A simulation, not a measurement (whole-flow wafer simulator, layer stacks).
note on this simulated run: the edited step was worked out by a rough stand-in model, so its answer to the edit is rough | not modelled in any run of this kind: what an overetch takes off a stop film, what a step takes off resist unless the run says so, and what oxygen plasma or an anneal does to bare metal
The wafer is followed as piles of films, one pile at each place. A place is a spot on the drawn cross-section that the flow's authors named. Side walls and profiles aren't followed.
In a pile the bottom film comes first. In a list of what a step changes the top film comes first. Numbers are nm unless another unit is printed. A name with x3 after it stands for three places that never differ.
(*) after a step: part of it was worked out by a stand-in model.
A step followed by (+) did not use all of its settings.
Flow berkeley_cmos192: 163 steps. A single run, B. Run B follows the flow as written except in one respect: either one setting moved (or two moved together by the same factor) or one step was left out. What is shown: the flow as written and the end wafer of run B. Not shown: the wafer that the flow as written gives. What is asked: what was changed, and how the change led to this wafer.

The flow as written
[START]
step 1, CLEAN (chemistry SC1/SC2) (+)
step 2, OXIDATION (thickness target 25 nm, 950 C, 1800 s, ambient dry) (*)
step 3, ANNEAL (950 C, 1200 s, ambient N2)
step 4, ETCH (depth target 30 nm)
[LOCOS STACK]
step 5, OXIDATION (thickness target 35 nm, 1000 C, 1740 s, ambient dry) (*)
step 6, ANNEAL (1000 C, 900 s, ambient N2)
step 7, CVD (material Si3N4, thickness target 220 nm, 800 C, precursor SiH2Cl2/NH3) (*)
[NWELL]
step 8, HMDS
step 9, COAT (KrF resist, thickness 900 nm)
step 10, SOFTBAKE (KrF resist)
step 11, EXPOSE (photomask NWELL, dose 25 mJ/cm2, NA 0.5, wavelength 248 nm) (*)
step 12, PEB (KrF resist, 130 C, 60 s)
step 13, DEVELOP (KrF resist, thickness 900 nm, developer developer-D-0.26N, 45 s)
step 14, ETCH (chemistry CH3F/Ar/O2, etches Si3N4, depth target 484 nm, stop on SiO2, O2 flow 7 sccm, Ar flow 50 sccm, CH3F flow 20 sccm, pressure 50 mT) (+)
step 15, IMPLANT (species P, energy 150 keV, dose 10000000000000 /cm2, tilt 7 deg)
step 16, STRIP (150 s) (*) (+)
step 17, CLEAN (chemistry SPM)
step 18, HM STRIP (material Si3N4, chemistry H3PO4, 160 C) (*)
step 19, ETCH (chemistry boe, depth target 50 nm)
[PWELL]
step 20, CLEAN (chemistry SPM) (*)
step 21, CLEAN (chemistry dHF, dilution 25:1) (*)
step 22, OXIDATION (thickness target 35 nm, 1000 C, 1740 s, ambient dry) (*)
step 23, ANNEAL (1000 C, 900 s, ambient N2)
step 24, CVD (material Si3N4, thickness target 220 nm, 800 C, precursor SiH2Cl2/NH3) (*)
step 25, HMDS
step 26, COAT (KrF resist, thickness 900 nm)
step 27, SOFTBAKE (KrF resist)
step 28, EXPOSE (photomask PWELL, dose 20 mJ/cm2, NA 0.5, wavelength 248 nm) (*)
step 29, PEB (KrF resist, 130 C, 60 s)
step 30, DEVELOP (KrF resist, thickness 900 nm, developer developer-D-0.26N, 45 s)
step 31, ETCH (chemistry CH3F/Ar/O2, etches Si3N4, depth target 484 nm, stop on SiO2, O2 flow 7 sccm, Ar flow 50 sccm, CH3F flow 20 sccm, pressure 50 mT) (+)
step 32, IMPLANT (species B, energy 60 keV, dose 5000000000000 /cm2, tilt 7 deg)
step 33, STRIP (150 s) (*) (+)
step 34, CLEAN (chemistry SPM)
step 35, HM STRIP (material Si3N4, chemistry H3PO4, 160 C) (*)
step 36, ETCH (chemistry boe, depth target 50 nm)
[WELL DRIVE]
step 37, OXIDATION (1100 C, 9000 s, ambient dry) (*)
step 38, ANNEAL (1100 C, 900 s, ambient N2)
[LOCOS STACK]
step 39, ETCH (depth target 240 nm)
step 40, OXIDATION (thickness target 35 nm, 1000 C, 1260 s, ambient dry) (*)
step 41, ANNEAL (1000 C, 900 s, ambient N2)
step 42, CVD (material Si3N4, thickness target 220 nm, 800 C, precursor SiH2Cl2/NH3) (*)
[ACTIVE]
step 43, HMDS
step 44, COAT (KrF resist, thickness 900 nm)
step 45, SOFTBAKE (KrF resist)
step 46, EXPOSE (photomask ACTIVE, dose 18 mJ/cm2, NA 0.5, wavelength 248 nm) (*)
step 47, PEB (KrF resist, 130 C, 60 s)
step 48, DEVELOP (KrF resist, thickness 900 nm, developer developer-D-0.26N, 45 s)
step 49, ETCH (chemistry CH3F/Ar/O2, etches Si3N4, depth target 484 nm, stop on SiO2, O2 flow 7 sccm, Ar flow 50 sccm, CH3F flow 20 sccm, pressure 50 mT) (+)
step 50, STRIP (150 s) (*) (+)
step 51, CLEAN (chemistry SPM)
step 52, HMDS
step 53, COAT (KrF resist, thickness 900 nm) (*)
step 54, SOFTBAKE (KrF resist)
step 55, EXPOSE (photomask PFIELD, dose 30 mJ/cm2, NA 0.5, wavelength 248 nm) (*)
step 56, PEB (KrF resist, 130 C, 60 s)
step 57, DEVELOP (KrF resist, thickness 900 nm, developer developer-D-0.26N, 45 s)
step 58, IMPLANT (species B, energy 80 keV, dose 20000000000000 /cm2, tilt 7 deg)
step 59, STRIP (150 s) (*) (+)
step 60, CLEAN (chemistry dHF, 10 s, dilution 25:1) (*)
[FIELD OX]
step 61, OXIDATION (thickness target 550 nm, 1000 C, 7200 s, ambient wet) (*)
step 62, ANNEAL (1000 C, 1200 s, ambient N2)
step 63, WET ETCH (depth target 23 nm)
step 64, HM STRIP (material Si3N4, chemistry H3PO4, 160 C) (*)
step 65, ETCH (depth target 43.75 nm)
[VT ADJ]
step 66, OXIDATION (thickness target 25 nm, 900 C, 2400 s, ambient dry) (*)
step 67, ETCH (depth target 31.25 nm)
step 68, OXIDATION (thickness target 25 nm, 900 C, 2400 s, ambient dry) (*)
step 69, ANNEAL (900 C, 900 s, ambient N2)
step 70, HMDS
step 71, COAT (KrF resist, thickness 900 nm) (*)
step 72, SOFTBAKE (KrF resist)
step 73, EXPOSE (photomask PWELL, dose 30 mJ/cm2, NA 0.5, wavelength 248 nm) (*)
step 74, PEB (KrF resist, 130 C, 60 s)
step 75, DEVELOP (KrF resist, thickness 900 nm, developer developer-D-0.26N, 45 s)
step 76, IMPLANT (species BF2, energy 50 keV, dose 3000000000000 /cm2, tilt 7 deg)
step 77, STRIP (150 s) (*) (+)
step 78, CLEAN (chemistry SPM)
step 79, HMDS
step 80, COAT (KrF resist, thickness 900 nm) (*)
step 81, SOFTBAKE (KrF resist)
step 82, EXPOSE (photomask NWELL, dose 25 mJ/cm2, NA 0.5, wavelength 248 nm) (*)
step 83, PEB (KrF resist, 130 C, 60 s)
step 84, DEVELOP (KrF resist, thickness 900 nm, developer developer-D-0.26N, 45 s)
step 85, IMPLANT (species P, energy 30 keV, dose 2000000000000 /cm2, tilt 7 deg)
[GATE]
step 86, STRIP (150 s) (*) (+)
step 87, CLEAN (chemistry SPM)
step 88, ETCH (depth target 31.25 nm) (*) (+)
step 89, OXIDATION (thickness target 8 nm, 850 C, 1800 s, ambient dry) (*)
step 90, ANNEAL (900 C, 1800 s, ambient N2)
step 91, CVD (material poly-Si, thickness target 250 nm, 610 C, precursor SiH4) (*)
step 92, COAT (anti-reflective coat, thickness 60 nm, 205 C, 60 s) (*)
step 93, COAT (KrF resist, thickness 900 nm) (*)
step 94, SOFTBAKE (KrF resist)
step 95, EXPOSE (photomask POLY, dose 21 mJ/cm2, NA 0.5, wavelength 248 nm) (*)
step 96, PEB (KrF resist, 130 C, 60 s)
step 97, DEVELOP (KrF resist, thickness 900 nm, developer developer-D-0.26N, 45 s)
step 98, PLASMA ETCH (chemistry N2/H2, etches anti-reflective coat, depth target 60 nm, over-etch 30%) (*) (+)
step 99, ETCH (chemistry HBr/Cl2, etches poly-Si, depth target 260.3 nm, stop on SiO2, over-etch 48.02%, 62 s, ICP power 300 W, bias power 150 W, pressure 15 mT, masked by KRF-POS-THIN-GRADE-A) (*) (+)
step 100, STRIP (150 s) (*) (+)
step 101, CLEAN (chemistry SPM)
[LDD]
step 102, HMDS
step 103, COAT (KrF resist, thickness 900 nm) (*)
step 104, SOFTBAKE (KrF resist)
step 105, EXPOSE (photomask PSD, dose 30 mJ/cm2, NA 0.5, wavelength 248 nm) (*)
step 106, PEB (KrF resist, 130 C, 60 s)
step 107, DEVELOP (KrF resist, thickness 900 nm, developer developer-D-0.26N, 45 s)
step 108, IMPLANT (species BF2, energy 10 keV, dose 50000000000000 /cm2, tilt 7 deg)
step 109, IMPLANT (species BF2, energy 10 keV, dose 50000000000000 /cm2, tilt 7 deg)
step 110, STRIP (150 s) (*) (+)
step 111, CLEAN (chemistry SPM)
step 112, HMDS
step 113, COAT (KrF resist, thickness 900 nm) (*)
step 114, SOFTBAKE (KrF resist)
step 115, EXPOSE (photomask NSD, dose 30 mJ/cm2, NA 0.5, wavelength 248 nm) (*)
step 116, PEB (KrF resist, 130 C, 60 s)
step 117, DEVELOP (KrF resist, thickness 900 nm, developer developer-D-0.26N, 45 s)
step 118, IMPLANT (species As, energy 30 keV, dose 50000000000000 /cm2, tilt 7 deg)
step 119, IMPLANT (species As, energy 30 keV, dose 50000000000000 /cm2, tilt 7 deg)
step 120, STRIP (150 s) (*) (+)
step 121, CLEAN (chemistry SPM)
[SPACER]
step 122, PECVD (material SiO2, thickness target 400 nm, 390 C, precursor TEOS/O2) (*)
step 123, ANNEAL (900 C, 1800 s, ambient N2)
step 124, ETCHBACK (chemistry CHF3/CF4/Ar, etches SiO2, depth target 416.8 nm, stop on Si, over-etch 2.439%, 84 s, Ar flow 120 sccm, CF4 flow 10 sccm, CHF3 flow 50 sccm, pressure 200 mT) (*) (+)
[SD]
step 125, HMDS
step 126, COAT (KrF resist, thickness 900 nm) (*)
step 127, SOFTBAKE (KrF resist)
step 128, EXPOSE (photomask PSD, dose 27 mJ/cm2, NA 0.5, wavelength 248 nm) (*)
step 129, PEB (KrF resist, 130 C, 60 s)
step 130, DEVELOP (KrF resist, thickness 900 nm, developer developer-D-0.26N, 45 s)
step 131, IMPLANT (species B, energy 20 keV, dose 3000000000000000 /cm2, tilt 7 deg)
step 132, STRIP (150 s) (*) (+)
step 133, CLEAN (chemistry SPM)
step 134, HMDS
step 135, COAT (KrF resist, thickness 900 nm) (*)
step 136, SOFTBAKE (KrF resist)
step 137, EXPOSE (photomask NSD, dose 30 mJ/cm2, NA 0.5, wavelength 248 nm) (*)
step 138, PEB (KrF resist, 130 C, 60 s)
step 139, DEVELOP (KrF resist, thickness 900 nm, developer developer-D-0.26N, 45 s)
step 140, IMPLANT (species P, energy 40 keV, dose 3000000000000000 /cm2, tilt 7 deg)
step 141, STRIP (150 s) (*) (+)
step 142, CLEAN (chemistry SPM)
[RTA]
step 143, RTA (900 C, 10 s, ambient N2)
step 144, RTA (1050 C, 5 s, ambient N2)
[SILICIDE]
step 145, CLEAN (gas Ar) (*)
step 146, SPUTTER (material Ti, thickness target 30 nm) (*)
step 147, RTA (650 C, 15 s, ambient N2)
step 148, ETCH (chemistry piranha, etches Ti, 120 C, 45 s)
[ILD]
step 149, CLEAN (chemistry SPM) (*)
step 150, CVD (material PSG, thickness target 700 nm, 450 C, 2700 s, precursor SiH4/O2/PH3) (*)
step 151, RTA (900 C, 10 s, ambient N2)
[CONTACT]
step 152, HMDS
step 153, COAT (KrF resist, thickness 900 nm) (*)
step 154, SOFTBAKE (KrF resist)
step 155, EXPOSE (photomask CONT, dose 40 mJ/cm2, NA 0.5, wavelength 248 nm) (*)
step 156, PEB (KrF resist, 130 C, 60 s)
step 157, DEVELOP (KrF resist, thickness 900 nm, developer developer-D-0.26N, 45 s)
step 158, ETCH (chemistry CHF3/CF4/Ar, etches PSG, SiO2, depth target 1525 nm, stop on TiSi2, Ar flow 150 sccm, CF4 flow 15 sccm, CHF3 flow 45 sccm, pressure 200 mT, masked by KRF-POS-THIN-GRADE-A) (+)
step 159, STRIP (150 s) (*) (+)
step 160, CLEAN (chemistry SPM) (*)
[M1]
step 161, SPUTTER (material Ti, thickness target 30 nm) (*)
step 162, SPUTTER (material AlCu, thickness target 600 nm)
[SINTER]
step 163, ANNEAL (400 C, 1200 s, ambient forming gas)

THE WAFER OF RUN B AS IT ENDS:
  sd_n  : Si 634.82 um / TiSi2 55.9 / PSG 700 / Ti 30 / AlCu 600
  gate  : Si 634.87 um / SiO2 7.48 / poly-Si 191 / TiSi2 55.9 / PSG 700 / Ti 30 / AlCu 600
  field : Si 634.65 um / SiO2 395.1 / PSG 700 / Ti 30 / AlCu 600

The reason: step 37, OXIDATION: 5265 s was run, whereas the flow has 9000 s.

How this came from the change, step by step:
  step 37, OXIDATION (1100 C, 9000 s, ambient dry) (*)
      field, sd_n, spacer_n and 6 more: SiO2 gains 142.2 (new film), Si loses 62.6 (as written it would have been: SiO2 gains 197.6 (new film), Si loses 86.9)
  step 39, ETCH (depth target 240 nm)
      field, sd_n, spacer_n and 6 more: SiO2 loses 142.2 (all of it) (as written it would have been: SiO2 loses 197.6 (all of it))
